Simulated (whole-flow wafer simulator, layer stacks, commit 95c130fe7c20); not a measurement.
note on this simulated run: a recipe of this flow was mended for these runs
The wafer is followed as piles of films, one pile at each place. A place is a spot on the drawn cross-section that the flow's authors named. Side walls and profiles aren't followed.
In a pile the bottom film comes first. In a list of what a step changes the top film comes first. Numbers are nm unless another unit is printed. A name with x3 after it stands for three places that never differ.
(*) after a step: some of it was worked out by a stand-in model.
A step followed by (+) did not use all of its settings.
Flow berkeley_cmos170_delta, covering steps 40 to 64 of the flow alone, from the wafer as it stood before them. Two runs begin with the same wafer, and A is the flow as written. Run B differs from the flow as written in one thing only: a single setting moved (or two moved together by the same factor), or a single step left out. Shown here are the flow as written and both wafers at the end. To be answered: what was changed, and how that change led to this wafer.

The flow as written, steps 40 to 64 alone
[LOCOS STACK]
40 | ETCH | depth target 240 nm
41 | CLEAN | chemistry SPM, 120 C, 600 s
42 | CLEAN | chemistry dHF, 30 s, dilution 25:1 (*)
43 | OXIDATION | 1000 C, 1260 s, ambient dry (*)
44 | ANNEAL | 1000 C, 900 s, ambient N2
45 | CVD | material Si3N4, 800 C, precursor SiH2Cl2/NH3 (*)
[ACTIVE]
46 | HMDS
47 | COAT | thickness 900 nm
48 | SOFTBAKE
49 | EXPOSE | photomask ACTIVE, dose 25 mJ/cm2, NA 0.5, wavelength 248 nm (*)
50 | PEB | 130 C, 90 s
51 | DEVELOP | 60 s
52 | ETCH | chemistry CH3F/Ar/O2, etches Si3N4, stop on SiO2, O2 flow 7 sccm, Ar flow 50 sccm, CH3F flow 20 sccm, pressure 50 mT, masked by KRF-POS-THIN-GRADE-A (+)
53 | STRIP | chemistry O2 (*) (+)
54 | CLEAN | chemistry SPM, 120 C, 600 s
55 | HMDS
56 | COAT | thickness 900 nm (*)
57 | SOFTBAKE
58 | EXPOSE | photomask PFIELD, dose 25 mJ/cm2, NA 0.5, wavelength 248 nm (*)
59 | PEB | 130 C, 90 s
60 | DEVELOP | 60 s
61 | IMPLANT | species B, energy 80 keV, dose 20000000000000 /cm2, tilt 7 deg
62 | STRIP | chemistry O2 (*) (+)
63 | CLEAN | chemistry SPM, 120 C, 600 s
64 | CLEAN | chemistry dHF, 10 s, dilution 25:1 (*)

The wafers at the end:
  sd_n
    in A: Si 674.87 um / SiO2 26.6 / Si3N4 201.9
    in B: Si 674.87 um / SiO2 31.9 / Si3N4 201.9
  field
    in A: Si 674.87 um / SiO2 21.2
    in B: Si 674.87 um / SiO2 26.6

What caused this: step 43, OXIDATION: 1764 s was run, while the flow as written has 1260 s.

The path from the change to this, step by step:
  43 | OXIDATION | 1000 C, 1260 s, ambient dry (*)
      field, sd_n, spacer_n and 6 more: A SiO2 gains 26.6 (new film), Si loses 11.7 | B SiO2 gains 31.9 (new film), Si loses 14
